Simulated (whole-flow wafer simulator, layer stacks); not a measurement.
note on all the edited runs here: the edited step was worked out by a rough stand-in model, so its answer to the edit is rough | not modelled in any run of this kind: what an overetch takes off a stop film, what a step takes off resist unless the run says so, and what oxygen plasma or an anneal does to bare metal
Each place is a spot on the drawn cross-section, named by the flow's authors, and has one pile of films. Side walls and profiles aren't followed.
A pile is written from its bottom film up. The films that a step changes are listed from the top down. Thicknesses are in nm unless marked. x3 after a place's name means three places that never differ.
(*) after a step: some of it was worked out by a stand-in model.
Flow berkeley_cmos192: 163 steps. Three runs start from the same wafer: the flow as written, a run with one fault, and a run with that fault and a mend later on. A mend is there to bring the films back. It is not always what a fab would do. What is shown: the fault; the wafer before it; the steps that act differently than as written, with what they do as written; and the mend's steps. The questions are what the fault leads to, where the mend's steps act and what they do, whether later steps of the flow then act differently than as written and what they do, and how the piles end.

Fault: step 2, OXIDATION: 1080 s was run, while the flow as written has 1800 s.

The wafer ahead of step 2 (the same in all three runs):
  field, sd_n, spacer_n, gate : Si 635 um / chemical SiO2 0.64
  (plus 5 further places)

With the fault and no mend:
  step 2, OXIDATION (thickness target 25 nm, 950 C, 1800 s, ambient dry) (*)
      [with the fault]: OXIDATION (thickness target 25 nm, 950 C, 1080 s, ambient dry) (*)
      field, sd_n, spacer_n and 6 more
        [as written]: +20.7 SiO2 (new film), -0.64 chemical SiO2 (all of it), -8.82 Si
        [with the fault]: +15.2 SiO2 (new film), -0.64 chemical SiO2 (all of it), -6.41 Si
  Steps further on in the flow that do not act as written:
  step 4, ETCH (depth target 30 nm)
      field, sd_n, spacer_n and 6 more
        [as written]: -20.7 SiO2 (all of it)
        [with the fault]: -15.2 SiO2 (all of it)
  When the end is reached, the piles differ only a little from the flow's at the places that both follow, at most by 2% or 0.5 nm, whichever is larger.

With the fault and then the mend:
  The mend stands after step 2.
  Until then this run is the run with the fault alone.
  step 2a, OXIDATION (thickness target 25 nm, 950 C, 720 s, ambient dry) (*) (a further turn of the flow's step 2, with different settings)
      field, sd_n, spacer_n and 6 more
        +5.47 SiO2, -2.41 Si
  None of the later steps of the flow acts differently than as written at any place that is followed.
  By the end, the piles equal the flow's at every place that both follow.
